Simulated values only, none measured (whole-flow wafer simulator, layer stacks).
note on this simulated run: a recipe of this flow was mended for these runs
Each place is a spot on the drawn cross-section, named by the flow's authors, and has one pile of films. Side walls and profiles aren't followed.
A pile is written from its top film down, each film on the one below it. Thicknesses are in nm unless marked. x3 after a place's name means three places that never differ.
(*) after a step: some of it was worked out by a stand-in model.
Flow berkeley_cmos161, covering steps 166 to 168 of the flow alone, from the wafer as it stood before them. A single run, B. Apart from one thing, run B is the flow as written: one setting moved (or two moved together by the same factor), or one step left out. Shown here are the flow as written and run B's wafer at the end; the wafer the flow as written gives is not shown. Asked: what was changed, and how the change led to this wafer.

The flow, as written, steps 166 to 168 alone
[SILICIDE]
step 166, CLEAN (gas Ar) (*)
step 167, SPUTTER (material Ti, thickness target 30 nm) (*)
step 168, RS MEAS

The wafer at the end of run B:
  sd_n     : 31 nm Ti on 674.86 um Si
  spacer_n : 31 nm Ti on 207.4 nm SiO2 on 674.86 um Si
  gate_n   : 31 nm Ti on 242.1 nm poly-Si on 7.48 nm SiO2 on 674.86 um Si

Cause: step 167, SPUTTER: thickness target 31 nm was run, though the flow has thickness target 30 nm.
The wafer itself shows it: sd_n has Ti 31, and step 167 as written asks for 30 nm.

The path from the change to this, step by step:
  step 167, SPUTTER (material Ti, thickness target 30 nm) (*)
      field, sd_n, spacer_n, gate_n, sd_p, spacer_p, gate_p, contact x2: Ti gains 31 (new film) (it would be, as written: Ti gains 30 (new film))
